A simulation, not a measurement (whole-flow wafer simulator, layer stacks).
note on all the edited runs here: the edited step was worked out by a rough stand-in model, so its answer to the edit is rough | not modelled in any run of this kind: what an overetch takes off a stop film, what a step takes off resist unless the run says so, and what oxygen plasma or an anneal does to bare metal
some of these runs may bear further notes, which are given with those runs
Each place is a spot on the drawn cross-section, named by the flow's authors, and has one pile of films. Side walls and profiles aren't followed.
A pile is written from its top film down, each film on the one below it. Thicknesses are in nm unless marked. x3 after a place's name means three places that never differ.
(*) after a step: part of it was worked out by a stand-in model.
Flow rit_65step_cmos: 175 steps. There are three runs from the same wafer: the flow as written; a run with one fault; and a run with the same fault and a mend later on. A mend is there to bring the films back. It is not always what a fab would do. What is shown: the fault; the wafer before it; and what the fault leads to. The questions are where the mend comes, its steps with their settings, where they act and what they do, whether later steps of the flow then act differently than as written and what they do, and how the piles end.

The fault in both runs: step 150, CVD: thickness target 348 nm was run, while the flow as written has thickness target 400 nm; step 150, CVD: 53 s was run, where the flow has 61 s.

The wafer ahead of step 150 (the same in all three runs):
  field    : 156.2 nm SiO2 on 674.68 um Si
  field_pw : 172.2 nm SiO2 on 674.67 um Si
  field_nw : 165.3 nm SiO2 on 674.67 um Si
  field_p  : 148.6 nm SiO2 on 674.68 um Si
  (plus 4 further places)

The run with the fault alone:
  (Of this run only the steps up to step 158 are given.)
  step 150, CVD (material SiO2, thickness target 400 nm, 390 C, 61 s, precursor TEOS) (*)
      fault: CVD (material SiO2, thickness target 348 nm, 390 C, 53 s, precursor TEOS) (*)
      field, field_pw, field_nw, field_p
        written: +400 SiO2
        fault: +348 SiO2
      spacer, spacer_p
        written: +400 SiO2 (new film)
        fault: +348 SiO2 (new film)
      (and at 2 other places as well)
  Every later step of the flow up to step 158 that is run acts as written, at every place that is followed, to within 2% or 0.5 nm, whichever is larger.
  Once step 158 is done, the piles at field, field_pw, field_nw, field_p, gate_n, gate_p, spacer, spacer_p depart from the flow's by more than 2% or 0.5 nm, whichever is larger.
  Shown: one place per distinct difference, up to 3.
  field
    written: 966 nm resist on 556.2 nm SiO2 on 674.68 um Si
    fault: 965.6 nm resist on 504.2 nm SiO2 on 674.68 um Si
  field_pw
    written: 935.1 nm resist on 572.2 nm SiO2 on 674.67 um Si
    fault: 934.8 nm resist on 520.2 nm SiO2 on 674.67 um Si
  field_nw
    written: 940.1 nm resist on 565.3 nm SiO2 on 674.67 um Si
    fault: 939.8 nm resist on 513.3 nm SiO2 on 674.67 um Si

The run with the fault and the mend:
  After step 151 comes the mend.
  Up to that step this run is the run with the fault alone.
  step 151a, CVD (material SiO2, thickness target 52 nm, 390 C, 7.869 s, precursor TEOS) (*) (the flow's step 150, run once more with other settings)
      field, field_pw, field_nw, field_p, spacer, spacer_p
        +52 SiO2
      gate_n, gate_p
        +51.2 SiO2
  Every later step of the flow that is run acts as written, at every place that is followed, to within 2% or 0.5 nm, whichever is larger.
  At the end the piles are close to the flow's at the places that both follow, differing by at most 2% or 0.5 nm, whichever is larger.
